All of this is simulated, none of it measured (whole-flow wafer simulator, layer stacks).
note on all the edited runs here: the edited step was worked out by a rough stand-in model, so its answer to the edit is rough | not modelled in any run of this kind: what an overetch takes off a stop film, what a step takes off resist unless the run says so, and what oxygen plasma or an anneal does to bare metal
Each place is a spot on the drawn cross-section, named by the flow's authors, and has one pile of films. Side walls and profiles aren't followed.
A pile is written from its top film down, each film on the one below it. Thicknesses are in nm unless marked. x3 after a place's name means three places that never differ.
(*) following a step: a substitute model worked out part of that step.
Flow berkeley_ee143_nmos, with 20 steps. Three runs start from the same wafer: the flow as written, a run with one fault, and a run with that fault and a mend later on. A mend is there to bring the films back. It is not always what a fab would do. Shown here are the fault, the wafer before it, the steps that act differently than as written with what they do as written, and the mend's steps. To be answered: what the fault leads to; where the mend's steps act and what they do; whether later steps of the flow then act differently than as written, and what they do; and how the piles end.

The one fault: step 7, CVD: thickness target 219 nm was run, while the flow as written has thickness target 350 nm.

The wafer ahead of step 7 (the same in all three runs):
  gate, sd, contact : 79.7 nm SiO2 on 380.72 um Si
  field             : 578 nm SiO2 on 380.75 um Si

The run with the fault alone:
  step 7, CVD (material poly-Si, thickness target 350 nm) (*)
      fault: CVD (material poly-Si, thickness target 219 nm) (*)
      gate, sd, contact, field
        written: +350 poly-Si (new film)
        fault: +219 poly-Si (new film)
  Steps further on in the flow that do not act as written:
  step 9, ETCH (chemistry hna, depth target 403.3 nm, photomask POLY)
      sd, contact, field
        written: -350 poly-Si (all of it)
        fault: -219 poly-Si (all of it)
  By the end, the piles at gate depart from the flow's by more than 2% or 0.5 nm, whichever is larger.
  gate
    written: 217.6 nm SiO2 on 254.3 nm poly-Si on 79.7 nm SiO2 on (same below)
    fault: 217.6 nm SiO2 on 123.3 nm poly-Si on 79.7 nm SiO2 on (same below)

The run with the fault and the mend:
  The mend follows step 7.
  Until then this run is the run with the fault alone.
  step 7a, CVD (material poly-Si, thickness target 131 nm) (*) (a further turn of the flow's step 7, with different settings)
      gate, sd, contact, field
        +131 poly-Si
  Every later step of the flow that is run acts as written at every place that is followed.
  The piles end the same as the flow's at every place that both follow.
